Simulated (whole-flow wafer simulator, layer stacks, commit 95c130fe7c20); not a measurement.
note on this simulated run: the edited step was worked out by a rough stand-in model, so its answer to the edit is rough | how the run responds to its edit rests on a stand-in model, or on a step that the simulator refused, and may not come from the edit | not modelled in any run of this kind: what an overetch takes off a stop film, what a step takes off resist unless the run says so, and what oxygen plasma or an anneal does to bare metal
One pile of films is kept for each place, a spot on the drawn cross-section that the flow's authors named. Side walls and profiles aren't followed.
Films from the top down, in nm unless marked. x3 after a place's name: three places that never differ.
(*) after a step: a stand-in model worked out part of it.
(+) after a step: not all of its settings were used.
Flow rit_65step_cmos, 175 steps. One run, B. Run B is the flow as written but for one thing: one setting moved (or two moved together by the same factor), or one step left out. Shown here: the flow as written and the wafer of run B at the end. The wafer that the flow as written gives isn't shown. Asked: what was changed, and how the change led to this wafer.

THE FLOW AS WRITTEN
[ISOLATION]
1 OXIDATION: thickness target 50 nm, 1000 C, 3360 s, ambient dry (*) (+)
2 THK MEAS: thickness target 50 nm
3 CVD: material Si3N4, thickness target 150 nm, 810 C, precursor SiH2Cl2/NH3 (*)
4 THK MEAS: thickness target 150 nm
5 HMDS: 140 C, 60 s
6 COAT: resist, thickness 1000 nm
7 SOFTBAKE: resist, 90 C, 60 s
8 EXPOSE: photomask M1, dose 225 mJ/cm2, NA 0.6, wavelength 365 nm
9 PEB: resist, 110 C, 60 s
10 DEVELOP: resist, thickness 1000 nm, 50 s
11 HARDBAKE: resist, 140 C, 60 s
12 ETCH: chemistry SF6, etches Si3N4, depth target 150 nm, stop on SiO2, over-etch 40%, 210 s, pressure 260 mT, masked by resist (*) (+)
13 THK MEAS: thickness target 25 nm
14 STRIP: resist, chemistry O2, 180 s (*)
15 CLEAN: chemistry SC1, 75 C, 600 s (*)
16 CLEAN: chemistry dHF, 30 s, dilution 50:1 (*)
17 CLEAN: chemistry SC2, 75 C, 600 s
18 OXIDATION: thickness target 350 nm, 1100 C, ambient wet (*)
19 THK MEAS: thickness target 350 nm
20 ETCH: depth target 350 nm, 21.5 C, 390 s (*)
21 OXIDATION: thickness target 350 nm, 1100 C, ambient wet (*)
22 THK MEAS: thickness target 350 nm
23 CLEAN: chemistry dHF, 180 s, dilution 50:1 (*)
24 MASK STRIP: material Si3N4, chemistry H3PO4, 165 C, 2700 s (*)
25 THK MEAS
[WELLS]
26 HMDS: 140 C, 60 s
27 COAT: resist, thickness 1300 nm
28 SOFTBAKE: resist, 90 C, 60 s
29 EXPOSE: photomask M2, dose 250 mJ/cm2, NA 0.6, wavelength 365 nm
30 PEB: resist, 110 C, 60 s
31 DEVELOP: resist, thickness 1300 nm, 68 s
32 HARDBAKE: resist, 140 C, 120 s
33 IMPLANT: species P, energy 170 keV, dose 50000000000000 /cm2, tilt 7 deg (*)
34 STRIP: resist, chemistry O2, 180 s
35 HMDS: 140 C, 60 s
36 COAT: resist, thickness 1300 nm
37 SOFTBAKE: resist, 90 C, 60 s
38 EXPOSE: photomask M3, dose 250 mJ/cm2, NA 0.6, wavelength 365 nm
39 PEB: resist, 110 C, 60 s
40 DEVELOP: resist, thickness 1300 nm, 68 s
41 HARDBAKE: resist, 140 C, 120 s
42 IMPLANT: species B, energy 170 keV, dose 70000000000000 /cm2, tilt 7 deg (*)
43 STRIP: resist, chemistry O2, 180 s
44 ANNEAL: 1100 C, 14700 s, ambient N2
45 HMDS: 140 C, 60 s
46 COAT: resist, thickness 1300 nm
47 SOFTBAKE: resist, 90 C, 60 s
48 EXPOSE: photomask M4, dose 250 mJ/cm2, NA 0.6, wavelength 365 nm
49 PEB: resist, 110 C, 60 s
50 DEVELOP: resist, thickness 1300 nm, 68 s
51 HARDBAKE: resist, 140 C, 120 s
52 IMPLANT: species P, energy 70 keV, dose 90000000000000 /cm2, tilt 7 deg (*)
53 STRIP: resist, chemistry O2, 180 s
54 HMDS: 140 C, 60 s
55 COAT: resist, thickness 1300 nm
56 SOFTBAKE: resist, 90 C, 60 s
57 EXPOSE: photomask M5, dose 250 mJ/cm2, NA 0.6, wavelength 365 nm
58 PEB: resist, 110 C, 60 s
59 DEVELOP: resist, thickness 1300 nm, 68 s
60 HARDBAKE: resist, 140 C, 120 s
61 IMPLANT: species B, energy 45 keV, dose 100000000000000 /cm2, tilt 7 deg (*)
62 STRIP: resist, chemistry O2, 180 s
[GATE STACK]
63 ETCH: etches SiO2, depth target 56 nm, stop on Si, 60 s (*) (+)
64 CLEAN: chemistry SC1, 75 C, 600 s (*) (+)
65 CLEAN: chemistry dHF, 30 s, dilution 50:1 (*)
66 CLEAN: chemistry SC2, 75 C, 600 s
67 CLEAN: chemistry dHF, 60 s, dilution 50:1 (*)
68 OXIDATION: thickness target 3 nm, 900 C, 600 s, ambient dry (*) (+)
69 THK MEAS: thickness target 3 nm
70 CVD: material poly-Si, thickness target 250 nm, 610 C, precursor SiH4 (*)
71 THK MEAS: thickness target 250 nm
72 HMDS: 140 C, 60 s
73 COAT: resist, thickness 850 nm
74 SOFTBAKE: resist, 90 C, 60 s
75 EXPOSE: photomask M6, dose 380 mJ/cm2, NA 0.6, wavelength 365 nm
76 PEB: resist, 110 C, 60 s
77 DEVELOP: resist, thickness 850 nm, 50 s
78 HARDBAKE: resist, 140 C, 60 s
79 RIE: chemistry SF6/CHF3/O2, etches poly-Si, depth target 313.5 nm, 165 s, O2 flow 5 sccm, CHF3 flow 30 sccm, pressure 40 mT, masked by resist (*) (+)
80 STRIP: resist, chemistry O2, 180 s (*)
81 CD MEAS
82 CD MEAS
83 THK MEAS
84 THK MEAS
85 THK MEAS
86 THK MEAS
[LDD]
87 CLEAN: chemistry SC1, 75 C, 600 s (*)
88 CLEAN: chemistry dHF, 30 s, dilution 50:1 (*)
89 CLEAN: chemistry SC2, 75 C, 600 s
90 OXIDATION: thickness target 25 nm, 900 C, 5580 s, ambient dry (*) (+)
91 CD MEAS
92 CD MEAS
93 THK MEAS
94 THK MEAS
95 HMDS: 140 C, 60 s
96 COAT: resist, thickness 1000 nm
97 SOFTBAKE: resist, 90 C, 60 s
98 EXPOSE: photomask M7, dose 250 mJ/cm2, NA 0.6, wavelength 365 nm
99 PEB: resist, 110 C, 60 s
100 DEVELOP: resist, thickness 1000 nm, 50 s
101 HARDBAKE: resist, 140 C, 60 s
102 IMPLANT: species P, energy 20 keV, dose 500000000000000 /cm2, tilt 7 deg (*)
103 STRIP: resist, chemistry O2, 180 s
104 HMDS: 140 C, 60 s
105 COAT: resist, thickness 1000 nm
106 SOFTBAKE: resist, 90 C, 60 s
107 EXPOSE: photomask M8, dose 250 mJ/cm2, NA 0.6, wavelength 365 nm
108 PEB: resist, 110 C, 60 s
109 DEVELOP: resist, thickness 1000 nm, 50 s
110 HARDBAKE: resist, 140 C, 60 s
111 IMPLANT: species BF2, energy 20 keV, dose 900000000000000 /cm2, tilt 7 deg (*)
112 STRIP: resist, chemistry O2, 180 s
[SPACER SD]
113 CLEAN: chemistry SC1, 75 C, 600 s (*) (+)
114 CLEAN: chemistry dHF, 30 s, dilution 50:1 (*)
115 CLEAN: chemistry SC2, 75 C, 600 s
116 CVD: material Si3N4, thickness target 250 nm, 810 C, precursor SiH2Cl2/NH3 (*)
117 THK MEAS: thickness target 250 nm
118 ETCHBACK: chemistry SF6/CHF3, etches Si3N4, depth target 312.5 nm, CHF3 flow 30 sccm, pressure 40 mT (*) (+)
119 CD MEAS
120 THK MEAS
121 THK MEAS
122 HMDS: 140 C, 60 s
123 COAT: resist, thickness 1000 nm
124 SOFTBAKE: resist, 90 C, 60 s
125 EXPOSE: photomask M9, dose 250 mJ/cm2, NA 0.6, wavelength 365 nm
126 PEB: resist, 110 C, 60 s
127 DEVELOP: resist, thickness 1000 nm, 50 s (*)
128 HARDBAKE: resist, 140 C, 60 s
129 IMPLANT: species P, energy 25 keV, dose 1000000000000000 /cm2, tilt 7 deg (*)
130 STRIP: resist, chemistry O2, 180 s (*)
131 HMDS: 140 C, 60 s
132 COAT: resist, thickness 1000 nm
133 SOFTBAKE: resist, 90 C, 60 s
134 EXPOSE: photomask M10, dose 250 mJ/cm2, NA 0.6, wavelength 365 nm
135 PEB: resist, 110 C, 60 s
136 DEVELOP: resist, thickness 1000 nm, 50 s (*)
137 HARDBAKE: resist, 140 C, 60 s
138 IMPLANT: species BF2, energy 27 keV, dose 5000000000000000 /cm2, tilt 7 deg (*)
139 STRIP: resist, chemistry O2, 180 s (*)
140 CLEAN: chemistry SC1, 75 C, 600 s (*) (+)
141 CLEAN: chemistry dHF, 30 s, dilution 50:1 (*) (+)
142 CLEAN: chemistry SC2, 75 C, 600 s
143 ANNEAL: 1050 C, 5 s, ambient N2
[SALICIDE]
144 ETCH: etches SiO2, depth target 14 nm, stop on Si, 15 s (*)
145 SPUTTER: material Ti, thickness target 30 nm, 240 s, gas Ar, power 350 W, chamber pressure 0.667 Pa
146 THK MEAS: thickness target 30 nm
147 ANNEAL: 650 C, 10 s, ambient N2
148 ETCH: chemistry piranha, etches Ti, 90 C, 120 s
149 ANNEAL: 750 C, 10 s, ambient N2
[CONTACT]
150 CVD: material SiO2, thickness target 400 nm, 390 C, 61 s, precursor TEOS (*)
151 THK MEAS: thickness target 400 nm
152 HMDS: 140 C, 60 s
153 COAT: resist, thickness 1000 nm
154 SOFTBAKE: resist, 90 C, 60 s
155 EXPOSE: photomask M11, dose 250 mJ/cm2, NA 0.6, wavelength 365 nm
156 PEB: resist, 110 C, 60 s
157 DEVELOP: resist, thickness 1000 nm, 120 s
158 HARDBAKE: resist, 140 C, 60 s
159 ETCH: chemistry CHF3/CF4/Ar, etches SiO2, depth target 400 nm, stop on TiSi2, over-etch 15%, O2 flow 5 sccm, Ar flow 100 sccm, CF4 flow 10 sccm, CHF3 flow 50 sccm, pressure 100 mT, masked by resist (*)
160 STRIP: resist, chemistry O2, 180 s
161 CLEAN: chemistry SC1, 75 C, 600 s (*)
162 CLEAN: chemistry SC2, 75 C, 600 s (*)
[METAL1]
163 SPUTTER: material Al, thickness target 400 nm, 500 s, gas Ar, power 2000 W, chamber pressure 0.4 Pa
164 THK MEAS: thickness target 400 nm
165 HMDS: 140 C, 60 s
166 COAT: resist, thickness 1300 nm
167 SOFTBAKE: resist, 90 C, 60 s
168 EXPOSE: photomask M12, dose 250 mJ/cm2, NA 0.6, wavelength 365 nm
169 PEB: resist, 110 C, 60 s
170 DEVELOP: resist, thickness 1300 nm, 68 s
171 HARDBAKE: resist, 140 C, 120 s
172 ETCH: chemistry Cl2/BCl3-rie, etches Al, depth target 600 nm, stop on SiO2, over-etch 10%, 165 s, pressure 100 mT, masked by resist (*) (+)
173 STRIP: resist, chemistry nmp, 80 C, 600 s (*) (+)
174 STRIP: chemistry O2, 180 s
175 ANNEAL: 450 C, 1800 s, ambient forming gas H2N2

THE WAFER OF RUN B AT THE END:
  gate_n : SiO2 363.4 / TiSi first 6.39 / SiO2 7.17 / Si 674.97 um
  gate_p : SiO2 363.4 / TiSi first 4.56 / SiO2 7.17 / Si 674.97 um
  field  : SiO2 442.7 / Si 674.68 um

The cause: step 116, CVD: thickness target 150 nm was run, where the flow has thickness target 250 nm.

How the change led to this, step by step:
  116 CVD: material Si3N4, thickness target 250 nm, 810 C, precursor SiH2Cl2/NH3 (*)
      field, field_pw, field_nw and 11 more: Si3N4 +150 (new film) (as written it would be: Si3N4 +250 (new film))
  118 ETCHBACK: chemistry SF6/CHF3, etches Si3N4, depth target 312.5 nm, CHF3 flow 30 sccm, pressure 40 mT (*) (+)
      field, field_pw, field_nw, field_p: Si3N4 -150 (all of it), SiO2 -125 (as written it would be: Si3N4 -250 (all of it), SiO2 -48.1)
      gate_n: Si3N4 -150 (all of it), SiO2 -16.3 (all of it), poly-Si -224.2 (as written it would be: Si3N4 -250 (all of it), SiO2 -16.3 (all of it), poly-Si -65.5)
      (and at 1 more place)
  123 COAT: resist, thickness 1000 nm
      field: resist +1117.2 (new film) (as written it would be: resist +1066.4 (new film))
      field_pw: resist +1080.9 (new film) (as written it would be: resist +1044.8 (new film))
      (and at 4 more places)
  126 PEB: resist, 110 C, 60 s
      gate_n, gate_p: resist -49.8 (as written it would be: resist -43.1)
      field: resist -58.3 (as written it would be: resist -55.6)
      (and at 3 more places)
  127 DEVELOP: resist, thickness 1000 nm, 50 s (*)
      field: resist -1058.9 (all of it) (as written it would be: resist -1010.9 (all of it))
      gate_n: resist -908.1 (all of it) (as written it would be: resist -791.9 (all of it))
  128 HARDBAKE: resist, 140 C, 60 s
      field_pw: resist -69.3 (as written it would be: resist -66.4)
      field_nw: resist -69.7 (as written it would be: resist -67.1)
      (and at 2 more places)
  130 STRIP: resist, chemistry O2, 180 s (*)
      field_pw: resist -955.2 (all of it) (as written it would be: resist -924.1 (all of it))
      field_nw: resist -960.2 (all of it) (as written it would be: resist -928.7 (all of it))
      (and at 2 more places)
  132 COAT: resist, thickness 1000 nm
      field: resist +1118 (new film) (as written it would be: resist +1067 (new film))
      field_pw: resist +1081.2 (new film) (as written it would be: resist +1045.2 (new film))
      (and at 4 more places)
  135 PEB: resist, 110 C, 60 s
      gate_n, gate_p: resist -49.8 (as written it would be: resist -43.1)
      field: resist -58.4 (as written it would be: resist -55.6)
      (and at 3 more places)
  136 DEVELOP: resist, thickness 1000 nm, 50 s (*)
      field_p: resist -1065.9 (all of it) (as written it would be: resist -1018 (all of it))
      gate_p: resist -909 (all of it) (as written it would be: resist -792.8 (all of it))
  137 HARDBAKE: resist, 140 C, 60 s
      field: resist -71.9 (as written it would be: resist -68.3)
      field_pw: resist -69.3 (as written it would be: resist -66.4)
      (and at 2 more places)
  139 STRIP: resist, chemistry O2, 180 s (*)
      field: resist -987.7 (all of it) (as written it would be: resist -943.1 (all of it))
      field_pw: resist -955.5 (all of it) (as written it would be: resist -924.5 (all of it))
      (and at 2 more places)
  145 SPUTTER: material Ti, thickness target 30 nm, 240 s, gas Ar, power 350 W, chamber pressure 0.667 Pa
      gate_n: Ti +30 (new film) (as written it would be: Ti +27.3 (new film))
      gate_p: Ti +30 (new film) (as written it would be: Ti +27.2 (new film))
  147 ANNEAL: 650 C, 10 s, ambient N2
      gate_n: Ti -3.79, TiSi first +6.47 (new film), poly-Si -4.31 (all of it) (as written it would be: Ti -21.3, TiSi first +9.82 (new film), TiSi2 C49 +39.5 (new film), poly-Si -41.9)
      gate_p: Ti -2.72, TiSi first +4.64 (new film), poly-Si -3.09 (all of it) (as written it would be: Ti -21.2, TiSi first +9.56 (new film), TiSi2 C49 +39.6 (new film), poly-Si -41.9)
  148 ETCH: chemistry piranha, etches Ti, 90 C, 120 s
      gate_n: Ti -26.2 (all of it), TiSi first -0.08 (as written it would be: Ti -6 (all of it), TiSi first -0.1)
      gate_p: Ti -27.3 (all of it), TiSi first -0.08 (as written it would be: Ti -5.97 (all of it), TiSi first -0.1)
  149 ANNEAL: 750 C, 10 s, ambient N2
      gate_n: nothing (as written it would be: TiSi2 +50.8 (new film), TiSi first -9.72 (all of it), TiSi2 C49 -39.5 (all of it), poly-Si -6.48)
      gate_p: nothing (as written it would be: TiSi2 +50.6 (new film), TiSi first -9.46 (all of it), TiSi2 C49 -39.6 (all of it), poly-Si -6.31)
  ... 7 more steps ...
  170 DEVELOP: resist, thickness 1300 nm, 68 s
      field: resist -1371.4 (all of it) (as written it would be: resist -1316.6 (all of it))
      field_pw: resist -1322.7 (all of it) (as written it would be: resist -1285.5 (all of it))
      (and at 4 more places)
